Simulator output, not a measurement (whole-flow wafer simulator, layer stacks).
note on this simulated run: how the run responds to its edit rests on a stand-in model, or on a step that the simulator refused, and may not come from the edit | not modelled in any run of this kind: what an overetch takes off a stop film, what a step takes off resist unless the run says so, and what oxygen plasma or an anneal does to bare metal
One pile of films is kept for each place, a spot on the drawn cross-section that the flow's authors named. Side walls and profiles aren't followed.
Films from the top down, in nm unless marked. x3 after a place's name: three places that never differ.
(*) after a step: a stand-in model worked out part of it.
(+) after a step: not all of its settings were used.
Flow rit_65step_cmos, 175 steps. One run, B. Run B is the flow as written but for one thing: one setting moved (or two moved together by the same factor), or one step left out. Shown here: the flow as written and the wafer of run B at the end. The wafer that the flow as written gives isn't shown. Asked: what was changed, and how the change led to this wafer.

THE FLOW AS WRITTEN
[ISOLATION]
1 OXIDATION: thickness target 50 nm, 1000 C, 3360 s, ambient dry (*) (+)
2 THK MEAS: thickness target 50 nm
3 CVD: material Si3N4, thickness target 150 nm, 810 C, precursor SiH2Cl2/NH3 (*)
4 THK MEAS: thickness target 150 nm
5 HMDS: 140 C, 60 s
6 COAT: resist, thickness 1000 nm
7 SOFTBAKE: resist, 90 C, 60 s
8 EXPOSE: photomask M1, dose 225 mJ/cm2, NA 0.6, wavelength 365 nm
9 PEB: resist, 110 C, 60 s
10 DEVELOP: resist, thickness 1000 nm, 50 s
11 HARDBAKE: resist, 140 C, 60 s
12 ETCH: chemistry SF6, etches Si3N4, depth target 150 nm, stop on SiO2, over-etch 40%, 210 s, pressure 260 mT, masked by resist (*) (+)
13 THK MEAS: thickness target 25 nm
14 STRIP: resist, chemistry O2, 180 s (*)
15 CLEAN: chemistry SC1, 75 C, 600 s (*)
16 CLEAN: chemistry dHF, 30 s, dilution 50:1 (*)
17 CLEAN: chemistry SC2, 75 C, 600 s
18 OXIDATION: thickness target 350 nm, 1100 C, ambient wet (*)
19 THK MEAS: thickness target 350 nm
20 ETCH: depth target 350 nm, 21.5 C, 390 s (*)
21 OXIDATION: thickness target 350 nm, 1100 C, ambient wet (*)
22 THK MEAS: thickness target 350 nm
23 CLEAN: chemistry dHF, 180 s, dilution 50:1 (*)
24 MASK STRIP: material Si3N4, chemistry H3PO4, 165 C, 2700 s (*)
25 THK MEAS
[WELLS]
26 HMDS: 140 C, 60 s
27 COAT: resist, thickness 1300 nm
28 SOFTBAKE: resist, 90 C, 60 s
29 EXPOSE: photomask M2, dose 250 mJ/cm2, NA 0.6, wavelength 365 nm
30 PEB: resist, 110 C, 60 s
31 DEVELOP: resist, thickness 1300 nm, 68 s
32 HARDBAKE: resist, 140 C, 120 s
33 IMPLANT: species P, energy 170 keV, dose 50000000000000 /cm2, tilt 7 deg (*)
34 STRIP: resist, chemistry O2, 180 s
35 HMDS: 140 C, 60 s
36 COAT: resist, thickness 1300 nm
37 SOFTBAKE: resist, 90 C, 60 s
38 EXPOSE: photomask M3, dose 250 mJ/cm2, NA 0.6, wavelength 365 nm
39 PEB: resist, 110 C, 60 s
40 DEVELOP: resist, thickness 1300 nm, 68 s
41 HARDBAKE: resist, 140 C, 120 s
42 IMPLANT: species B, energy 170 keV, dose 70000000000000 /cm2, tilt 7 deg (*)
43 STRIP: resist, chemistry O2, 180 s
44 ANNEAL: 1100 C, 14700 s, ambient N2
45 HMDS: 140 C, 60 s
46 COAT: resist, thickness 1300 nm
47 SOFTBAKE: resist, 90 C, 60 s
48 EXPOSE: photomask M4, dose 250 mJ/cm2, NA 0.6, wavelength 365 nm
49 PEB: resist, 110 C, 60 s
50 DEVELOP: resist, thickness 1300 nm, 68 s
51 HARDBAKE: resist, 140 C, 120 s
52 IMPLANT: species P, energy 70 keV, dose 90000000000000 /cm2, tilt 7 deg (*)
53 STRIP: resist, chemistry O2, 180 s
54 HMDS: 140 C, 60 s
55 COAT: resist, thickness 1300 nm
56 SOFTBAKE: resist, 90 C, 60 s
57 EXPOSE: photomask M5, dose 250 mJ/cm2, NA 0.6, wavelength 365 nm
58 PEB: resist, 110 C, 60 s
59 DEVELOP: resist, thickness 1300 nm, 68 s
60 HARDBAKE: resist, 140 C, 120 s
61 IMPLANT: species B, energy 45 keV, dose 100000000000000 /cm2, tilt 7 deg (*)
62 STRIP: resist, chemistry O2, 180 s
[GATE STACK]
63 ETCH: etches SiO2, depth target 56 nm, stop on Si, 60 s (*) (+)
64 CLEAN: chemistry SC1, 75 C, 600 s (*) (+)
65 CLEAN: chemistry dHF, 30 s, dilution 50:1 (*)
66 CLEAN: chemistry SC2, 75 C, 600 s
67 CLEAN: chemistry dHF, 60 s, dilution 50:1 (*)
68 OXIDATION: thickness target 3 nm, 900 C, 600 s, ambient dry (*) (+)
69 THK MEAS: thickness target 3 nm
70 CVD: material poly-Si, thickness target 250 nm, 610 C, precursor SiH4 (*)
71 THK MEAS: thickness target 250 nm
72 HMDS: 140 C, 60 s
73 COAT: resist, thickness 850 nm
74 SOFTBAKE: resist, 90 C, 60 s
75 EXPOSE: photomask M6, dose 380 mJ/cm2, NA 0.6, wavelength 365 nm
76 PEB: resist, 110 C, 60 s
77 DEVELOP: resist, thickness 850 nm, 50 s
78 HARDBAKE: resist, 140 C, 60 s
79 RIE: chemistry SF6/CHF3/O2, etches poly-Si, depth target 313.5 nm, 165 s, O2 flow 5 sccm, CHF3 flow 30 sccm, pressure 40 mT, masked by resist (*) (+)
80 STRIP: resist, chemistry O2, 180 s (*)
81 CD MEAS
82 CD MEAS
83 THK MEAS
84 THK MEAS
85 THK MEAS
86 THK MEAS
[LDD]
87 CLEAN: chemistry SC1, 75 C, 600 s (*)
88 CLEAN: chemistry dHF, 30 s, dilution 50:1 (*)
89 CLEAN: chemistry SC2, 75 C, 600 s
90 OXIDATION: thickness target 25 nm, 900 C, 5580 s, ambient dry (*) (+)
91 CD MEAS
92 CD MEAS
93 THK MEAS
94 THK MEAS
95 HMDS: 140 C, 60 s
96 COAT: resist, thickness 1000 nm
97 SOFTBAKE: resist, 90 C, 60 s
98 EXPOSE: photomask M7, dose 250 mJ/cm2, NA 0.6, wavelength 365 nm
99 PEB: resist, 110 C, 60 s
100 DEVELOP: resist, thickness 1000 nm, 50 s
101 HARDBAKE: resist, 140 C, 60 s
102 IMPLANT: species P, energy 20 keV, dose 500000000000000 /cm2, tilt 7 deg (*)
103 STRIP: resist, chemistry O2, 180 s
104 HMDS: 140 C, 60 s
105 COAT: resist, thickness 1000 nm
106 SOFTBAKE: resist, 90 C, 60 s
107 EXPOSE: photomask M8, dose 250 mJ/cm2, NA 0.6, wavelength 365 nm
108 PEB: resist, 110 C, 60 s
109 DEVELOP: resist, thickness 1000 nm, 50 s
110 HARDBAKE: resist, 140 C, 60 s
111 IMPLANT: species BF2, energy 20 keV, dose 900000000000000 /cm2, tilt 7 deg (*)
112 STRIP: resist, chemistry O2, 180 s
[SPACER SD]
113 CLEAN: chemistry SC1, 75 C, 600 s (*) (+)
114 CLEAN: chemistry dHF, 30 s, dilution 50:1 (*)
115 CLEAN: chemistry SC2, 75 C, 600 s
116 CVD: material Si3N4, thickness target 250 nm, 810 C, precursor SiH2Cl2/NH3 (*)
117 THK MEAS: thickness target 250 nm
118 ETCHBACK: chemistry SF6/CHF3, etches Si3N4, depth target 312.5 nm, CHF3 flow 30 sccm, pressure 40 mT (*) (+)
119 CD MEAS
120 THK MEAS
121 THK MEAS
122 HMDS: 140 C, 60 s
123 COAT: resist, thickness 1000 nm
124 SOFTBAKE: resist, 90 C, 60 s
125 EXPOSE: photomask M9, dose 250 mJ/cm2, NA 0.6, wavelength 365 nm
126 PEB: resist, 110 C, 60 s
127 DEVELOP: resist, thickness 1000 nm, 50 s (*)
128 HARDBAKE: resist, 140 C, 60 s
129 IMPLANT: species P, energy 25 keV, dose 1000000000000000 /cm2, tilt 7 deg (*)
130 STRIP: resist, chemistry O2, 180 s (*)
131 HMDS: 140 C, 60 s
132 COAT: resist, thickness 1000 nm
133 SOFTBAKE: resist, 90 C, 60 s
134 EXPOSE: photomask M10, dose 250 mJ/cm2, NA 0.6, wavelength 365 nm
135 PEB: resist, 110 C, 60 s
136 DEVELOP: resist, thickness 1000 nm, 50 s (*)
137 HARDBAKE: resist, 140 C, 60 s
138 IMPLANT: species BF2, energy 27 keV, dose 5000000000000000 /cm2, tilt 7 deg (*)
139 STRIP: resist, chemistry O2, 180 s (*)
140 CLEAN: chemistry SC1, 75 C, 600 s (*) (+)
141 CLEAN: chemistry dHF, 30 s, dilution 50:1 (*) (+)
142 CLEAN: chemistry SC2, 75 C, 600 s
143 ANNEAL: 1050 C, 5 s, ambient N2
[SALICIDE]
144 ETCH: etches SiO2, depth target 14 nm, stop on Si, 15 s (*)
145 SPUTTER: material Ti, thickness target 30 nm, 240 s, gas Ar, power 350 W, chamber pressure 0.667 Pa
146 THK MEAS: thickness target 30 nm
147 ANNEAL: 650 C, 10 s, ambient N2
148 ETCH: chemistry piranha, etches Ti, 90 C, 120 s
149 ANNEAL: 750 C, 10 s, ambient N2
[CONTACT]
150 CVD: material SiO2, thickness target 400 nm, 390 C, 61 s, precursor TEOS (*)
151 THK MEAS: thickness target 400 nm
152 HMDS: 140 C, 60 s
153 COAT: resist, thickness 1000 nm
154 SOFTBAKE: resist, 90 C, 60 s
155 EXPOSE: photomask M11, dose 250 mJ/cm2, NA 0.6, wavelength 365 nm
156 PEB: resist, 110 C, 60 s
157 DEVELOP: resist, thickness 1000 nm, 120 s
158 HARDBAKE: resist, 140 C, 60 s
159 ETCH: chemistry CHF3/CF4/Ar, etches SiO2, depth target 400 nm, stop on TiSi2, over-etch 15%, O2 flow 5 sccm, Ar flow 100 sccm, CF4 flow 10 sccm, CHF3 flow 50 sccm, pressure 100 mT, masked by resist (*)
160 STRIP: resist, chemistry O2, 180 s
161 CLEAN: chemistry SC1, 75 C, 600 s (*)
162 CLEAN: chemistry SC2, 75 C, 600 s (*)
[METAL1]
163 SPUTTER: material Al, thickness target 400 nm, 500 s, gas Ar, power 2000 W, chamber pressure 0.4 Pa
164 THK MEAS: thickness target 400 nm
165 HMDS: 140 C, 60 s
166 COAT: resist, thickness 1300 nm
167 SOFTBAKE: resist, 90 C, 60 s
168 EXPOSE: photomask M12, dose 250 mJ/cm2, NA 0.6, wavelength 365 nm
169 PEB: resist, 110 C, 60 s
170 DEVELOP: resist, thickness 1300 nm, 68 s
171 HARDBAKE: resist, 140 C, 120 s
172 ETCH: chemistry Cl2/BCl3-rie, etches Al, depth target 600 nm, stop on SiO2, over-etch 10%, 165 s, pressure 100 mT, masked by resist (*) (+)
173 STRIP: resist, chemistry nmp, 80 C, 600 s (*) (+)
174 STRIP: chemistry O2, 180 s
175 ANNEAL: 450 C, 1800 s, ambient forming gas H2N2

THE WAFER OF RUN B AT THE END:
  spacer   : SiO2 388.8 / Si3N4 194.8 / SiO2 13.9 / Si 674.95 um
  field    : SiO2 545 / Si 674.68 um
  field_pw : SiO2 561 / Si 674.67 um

The cause: step 163, SPUTTER: thickness target 603 nm was run, where the flow has thickness target 400 nm; step 163, SPUTTER: 754 s was run, where the flow has 500 s.

How the change led to this, step by step:
  163 SPUTTER: material Al, thickness target 400 nm, 500 s, gas Ar, power 2000 W, chamber pressure 0.4 Pa
      field, field_pw, field_p, spacer, spacer_p: Al +603 (new film) (as written it would be: Al +400 (new film))
      gate_n, gate_p: Al +554.4 (new film) (as written it would be: Al +396 (new film))
      (and at 1 more place)
  166 COAT: resist, thickness 1300 nm
      gate_n: resist +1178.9 (new film) (as written it would be: resist +1131.7 (new film))
      gate_p: resist +1182.1 (new film) (as written it would be: resist +1135.6 (new film))
  169 PEB: resist, 110 C, 60 s
      gate_n: resist -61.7 (as written it would be: resist -59.1)
      gate_p: resist -61.9 (as written it would be: resist -59.3)
  170 DEVELOP: resist, thickness 1300 nm, 68 s
      gate_n: resist -1117.2 (all of it) (as written it would be: resist -1072.6 (all of it))
      gate_p: resist -1120.2 (all of it) (as written it would be: resist -1076.3 (all of it))
  172 ETCH: chemistry Cl2/BCl3-rie, etches Al, depth target 600 nm, stop on SiO2, over-etch 10%, 165 s, pressure 100 mT, masked by resist (*) (+)
      field, field_pw, field_p, spacer, spacer_p: Al -603 (all of it), SiO2 -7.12 (as written it would be: Al -400 (all of it), SiO2 -32.5)
      gate_n, gate_p: Al -554.4 (all of it), SiO2 -13.2 (as written it would be: Al -396 (all of it), SiO2 -33)
      (and at 1 more place)
